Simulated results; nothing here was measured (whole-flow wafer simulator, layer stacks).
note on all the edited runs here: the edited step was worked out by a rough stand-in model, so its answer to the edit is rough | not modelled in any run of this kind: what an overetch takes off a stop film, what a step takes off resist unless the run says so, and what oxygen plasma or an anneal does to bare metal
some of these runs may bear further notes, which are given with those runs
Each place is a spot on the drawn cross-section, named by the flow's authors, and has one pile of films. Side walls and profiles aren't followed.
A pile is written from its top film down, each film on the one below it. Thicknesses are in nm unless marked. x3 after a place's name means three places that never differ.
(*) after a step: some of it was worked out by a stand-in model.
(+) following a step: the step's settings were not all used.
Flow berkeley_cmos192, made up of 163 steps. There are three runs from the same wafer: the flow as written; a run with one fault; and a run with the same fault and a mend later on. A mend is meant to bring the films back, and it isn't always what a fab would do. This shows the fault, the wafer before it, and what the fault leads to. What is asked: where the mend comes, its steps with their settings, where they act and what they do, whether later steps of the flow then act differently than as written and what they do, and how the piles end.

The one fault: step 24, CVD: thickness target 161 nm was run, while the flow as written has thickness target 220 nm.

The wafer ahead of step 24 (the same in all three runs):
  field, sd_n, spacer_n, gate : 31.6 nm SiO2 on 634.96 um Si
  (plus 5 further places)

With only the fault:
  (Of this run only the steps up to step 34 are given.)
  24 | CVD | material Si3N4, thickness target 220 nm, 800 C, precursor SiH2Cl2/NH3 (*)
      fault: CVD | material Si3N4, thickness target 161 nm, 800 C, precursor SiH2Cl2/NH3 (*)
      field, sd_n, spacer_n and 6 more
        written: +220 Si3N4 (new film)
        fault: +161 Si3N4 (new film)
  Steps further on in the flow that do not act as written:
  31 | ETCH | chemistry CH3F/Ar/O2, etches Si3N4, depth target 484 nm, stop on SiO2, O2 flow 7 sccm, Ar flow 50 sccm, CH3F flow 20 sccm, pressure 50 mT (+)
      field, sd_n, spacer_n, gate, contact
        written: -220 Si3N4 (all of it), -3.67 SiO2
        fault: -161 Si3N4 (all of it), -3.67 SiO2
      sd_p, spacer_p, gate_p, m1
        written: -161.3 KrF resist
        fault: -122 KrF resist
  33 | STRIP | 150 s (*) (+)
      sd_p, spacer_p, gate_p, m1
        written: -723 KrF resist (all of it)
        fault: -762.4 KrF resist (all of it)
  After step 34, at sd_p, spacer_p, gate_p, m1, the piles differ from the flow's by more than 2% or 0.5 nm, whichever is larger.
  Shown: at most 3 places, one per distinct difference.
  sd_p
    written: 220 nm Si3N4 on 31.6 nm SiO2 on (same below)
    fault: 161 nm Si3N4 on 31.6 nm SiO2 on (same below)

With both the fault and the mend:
  After step 30 comes the mend.
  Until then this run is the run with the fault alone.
  30a | STRIP | 150 s (*) (+)
      sd_p, spacer_p, gate_p, m1
        -884.4 KrF resist (all of it)
  30b | CLEAN | chemistry SPM (the flow's step 17, run once more)
      does not change any film at any place that is followed
  30c | CVD | material Si3N4, thickness target 58.96 nm, 800 C, precursor SiH2Cl2/NH3 (*) (the flow's step 24, run once more with other settings)
      field, sd_n, spacer_n and 6 more
        +59 Si3N4
  30d | HMDS (the flow's step 25, run once more)
      does not change any film at any place that is followed
  30e | COAT | KrF resist, thickness 900 nm (the flow's step 26, run once more)
      field, sd_n, spacer_n and 6 more
        +900 KrF resist (new film)
  30f | SOFTBAKE | KrF resist (the flow's step 27, run once more)
      does not change any film at any place that is followed
  30g | EXPOSE | photomask PWELL, dose 20 mJ/cm2, NA 0.5, wavelength 248 nm (*) (the flow's step 28, run once more)
      does not change any film at any place that is followed
  30h | PEB | KrF resist, 130 C, 60 s (the flow's step 29, run once more)
      field, sd_n, spacer_n and 6 more
        -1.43 KrF resist
  30i | DEVELOP | KrF resist, thickness 900 nm, developer developer-D-0.26N, 45 s (the flow's step 30, run once more)
      field, sd_n, spacer_n, gate, contact
        -898.6 KrF resist (all of it)
      sd_p, spacer_p, gate_p, m1
        -14.2 KrF resist
  None of the later steps of the flow differs from how it acts as written, at any place that is followed, by more than 2% or 0.5 nm, whichever is larger.
  At every place that both follow, the piles at the end match the flow's.
